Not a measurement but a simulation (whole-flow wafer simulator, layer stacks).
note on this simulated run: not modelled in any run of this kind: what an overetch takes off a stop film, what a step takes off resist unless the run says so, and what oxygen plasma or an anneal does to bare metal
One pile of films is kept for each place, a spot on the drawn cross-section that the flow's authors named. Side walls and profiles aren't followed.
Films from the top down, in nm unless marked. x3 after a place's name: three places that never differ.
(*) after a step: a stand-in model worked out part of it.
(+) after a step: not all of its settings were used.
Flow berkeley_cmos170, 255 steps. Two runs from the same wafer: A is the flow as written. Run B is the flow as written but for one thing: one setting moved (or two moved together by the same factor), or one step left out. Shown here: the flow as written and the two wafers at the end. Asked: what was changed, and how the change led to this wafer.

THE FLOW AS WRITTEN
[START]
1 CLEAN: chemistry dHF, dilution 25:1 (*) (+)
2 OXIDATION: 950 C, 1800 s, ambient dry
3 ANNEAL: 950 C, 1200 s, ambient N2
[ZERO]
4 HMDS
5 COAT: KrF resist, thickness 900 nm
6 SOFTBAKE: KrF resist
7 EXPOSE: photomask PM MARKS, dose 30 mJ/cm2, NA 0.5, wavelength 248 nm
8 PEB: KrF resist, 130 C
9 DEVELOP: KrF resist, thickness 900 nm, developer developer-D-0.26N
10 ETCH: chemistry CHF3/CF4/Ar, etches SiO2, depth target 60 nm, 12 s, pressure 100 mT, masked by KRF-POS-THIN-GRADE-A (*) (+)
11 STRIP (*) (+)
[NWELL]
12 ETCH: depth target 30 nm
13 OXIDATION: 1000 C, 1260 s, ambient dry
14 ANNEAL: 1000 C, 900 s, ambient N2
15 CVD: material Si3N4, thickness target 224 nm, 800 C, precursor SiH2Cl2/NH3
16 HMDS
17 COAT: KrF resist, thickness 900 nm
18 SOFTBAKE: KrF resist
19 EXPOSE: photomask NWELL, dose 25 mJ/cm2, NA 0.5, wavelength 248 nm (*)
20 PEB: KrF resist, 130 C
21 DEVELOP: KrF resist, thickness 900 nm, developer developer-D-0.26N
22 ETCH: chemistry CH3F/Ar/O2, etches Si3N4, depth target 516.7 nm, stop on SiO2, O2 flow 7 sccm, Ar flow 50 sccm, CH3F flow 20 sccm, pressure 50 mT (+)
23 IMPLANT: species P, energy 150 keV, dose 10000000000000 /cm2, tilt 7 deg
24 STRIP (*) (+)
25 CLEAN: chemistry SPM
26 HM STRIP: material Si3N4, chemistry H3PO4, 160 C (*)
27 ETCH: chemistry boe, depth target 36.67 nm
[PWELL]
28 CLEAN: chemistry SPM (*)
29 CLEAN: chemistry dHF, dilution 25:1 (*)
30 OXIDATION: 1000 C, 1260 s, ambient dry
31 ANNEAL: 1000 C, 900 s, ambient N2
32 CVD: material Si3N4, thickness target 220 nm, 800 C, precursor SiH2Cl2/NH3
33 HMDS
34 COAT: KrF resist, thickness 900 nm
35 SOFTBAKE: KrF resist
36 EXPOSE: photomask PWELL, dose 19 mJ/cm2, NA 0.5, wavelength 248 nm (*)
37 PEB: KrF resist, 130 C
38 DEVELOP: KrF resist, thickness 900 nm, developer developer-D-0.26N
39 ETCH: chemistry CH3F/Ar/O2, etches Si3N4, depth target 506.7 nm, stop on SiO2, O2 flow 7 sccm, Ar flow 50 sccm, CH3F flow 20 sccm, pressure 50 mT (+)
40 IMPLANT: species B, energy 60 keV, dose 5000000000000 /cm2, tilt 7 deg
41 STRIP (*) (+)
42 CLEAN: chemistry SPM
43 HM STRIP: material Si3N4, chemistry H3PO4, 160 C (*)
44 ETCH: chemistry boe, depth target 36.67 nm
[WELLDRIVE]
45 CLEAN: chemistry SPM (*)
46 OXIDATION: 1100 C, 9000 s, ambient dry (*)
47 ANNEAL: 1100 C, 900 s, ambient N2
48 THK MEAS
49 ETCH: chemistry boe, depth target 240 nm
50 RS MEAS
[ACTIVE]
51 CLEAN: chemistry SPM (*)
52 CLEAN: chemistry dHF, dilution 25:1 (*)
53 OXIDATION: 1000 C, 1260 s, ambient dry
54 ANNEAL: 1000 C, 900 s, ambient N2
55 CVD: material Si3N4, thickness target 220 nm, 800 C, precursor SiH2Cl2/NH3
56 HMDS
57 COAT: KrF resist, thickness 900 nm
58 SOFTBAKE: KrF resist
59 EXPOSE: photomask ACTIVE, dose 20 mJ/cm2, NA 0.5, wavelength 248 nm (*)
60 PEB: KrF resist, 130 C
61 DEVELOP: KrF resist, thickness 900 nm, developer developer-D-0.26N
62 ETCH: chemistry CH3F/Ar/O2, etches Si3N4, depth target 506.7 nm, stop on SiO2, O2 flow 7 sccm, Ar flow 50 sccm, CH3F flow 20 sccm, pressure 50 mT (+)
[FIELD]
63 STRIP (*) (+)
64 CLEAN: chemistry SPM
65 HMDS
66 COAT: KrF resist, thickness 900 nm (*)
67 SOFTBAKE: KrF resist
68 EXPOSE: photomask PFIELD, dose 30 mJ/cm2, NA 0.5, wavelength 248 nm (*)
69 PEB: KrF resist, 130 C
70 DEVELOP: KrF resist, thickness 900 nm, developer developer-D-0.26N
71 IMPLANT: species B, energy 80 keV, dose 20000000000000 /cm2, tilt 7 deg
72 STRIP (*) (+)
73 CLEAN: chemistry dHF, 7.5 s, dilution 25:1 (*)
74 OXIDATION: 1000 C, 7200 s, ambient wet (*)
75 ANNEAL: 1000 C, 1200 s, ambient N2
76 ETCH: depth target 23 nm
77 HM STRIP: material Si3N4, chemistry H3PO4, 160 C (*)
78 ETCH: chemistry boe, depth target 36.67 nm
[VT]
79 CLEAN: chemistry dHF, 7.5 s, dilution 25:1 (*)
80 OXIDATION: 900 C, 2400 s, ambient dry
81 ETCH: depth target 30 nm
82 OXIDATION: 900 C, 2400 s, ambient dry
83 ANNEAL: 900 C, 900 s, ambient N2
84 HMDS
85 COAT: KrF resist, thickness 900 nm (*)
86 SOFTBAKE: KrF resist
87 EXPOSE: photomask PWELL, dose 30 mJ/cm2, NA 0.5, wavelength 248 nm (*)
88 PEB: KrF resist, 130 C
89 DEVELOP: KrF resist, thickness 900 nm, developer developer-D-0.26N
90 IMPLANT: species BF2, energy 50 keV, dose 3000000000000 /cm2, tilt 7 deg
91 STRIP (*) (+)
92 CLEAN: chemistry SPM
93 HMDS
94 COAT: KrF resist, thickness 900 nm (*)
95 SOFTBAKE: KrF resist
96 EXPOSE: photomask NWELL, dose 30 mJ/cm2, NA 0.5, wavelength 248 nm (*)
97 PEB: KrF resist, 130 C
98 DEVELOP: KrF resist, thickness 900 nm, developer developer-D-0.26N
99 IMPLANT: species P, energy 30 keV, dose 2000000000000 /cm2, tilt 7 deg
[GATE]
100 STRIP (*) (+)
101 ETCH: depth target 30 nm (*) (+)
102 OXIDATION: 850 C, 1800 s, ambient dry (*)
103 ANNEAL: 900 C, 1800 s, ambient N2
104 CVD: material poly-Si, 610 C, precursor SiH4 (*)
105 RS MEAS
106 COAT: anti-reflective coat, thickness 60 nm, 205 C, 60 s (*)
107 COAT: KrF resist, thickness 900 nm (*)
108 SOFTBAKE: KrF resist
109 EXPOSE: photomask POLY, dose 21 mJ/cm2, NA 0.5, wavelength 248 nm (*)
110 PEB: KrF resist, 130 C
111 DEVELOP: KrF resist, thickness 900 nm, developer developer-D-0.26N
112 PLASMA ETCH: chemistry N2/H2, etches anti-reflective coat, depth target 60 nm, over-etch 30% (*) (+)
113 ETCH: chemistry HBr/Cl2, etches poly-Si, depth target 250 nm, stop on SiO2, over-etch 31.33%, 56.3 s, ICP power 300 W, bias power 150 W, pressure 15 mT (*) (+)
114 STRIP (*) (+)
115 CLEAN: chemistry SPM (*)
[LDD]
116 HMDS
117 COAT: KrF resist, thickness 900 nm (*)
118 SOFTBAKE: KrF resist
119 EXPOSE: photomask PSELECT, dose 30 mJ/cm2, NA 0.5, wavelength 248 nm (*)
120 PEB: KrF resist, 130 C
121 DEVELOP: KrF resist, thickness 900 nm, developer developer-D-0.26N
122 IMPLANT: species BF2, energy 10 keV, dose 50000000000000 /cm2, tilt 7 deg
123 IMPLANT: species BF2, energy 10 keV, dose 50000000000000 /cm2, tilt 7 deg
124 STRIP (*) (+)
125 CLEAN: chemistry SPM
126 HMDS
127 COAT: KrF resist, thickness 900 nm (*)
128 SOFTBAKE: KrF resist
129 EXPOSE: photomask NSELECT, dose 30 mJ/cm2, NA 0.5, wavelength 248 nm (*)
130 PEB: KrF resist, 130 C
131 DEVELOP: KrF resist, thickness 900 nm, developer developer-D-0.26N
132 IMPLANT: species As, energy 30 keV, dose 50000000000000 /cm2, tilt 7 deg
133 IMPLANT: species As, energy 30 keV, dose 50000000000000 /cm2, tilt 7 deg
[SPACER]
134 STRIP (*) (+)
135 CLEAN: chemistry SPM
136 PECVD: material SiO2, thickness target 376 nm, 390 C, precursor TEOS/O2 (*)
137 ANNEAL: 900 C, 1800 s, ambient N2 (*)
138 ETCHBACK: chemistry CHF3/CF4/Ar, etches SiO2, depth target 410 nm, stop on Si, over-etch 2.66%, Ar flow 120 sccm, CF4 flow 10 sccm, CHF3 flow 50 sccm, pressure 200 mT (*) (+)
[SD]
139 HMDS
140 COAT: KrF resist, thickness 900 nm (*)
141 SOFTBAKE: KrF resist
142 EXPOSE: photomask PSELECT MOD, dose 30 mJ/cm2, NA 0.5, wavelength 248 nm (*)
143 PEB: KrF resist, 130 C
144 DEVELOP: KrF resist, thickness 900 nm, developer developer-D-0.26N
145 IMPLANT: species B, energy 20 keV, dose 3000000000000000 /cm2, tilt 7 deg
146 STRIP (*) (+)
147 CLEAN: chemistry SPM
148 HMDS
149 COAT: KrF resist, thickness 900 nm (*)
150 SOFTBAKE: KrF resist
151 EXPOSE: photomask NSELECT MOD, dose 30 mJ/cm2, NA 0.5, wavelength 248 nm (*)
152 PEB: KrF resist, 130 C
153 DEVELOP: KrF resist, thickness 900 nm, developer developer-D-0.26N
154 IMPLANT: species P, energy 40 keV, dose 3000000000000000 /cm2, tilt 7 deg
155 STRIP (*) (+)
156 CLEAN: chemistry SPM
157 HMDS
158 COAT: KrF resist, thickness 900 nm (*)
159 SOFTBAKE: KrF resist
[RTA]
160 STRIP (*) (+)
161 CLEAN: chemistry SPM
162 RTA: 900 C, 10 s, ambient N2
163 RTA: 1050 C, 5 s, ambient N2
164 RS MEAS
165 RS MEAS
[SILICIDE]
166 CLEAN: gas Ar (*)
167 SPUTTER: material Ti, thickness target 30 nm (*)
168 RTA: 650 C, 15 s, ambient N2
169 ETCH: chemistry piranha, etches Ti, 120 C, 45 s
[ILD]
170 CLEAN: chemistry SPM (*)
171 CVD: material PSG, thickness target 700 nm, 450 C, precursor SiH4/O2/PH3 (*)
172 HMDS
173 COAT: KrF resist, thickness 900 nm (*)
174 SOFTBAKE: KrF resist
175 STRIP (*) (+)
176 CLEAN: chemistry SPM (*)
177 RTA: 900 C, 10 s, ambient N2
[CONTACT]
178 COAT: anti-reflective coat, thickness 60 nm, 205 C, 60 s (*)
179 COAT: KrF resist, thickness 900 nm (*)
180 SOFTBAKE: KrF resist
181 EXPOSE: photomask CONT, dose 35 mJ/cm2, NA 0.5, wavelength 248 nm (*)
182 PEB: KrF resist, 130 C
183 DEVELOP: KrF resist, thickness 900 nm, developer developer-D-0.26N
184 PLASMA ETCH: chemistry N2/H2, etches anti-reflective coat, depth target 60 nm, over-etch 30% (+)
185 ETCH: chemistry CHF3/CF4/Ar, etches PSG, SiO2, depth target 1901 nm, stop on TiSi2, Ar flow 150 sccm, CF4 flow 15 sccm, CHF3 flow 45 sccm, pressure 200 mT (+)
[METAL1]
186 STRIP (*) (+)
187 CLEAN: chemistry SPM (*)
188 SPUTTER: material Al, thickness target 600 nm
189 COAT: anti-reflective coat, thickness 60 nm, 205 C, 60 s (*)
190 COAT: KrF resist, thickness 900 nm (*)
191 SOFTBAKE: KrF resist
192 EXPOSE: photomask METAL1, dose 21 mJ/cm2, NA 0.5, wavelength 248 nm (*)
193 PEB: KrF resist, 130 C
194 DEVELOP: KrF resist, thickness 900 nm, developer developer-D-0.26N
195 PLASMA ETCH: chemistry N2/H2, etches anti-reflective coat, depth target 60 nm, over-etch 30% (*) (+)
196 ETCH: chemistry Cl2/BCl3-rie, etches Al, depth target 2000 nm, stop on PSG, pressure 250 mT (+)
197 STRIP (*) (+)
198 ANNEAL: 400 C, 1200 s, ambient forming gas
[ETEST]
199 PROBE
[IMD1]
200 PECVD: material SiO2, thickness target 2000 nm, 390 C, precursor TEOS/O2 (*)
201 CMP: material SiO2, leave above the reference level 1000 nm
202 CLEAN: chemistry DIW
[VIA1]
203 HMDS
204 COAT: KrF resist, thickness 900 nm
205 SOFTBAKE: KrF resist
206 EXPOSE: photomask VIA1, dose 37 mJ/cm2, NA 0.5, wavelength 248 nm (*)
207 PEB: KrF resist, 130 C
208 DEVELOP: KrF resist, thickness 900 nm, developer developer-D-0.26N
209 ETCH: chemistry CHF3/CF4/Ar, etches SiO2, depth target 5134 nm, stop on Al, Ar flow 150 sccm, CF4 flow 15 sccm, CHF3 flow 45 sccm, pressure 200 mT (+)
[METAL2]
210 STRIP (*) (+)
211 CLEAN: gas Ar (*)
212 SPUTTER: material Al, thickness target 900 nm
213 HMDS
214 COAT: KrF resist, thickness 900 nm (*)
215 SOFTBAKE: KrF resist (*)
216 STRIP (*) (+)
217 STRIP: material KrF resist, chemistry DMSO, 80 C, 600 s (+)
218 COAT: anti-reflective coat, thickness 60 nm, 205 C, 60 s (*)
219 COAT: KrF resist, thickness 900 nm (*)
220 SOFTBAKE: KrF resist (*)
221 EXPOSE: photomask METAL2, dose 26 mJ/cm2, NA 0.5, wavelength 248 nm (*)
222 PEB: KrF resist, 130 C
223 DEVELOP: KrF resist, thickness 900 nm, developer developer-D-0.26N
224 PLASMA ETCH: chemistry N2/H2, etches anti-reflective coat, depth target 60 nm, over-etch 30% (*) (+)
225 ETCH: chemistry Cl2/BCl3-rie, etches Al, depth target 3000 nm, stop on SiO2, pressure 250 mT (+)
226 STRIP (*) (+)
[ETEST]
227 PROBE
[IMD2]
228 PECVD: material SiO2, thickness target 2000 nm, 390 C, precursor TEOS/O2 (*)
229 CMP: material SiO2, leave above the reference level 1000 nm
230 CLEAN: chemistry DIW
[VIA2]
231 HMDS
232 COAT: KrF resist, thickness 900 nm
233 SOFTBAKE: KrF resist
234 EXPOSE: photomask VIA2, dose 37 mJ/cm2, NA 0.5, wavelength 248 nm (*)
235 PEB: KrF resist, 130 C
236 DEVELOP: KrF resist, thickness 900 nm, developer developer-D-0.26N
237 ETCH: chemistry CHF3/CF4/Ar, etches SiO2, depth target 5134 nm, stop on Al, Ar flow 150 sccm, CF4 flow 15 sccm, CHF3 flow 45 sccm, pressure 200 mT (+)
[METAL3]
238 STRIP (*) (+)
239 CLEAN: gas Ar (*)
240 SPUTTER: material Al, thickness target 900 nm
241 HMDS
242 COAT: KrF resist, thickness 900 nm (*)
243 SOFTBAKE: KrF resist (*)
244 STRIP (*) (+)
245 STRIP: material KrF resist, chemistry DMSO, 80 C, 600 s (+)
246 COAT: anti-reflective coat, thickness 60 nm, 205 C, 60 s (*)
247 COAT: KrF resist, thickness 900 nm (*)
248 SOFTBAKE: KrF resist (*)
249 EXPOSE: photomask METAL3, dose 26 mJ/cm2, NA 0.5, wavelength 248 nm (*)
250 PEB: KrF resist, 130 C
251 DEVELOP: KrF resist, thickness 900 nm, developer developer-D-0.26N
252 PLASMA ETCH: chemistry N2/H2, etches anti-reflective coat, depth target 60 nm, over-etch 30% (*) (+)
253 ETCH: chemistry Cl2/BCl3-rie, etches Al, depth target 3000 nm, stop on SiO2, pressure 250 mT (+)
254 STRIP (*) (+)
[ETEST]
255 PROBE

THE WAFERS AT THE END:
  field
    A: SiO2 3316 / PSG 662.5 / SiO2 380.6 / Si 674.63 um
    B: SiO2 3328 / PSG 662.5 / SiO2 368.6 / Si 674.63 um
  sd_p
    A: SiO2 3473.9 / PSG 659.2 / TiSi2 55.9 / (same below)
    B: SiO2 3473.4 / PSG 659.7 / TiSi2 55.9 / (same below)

The cause: step 81, ETCH: depth target 42 nm was run, where the flow has depth target 30 nm.

How the change led to this, step by step:
  81 ETCH: depth target 30 nm
      field: A SiO2 -30 | B SiO2 -42
  106 COAT: anti-reflective coat, thickness 60 nm, 205 C, 60 s (*)
      sd_n: A anti-reflective coat +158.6 (new film) | B anti-reflective coat +150.7 (new film)
      spacer_n: A anti-reflective coat +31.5 (new film) | B anti-reflective coat +34.4 (new film)
      (and at 4 more places)
  112 PLASMA ETCH: chemistry N2/H2, etches anti-reflective coat, depth target 60 nm, over-etch 30% (*) (+)
      sd_n: A anti-reflective coat -158.6 (all of it), poly-Si -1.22 | B anti-reflective coat -150.7 (all of it), poly-Si -1.16
      spacer_n: A anti-reflective coat -31.5 (all of it), poly-Si -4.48 | B anti-reflective coat -34.4 (all of it), poly-Si -4.14
      (and at 2 more places)
  114 STRIP (*) (+)
      gate_n: A chemical SiO2 +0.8 (new film), KrF resist -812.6 (all of it), anti-reflective coat -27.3 (all of it), poly-Si -0.35 | B chemical SiO2 +0.8 (new film), KrF resist -803.1 (all of it), anti-reflective coat -30.3 (all of it), poly-Si -0.35
      gate_p: A chemical SiO2 +0.8 (new film), KrF resist -782.1 (all of it), anti-reflective coat -29.6 (all of it), poly-Si -0.35 | B chemical SiO2 +0.8 (new film), KrF resist -776 (all of it), anti-reflective coat -31.7 (all of it), poly-Si -0.35
  178 COAT: anti-reflective coat, thickness 60 nm, 205 C, 60 s (*)
      sd_n: A anti-reflective coat +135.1 (new film) | B anti-reflective coat +129.1 (new film)
      gate_n: A anti-reflective coat +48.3 (new film) | B anti-reflective coat +47.3 (new film)
      (and at 1 more place)
  186 STRIP (*) (+)
      sd_n: A KrF resist -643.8 (all of it), anti-reflective coat -135.1 (all of it) | B KrF resist -643.3 (all of it), anti-reflective coat -129.1 (all of it)
      gate_n: A KrF resist -553.1 (all of it), anti-reflective coat -48.3 (all of it) | B KrF resist -547.8 (all of it), anti-reflective coat -47.3 (all of it)
      (and at 1 more place)
  189 COAT: anti-reflective coat, thickness 60 nm, 205 C, 60 s (*)
      m2: A anti-reflective coat +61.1 (new film) | B anti-reflective coat +62.7 (new film)
  197 STRIP (*) (+)
      m2: A KrF resist -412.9 (all of it), anti-reflective coat -61.1 (all of it) | B KrF resist -409 (all of it), anti-reflective coat -62.7 (all of it)
  201 CMP: material SiO2, leave above the reference level 1000 nm
      field: A SiO2 -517 | B SiO2 -505
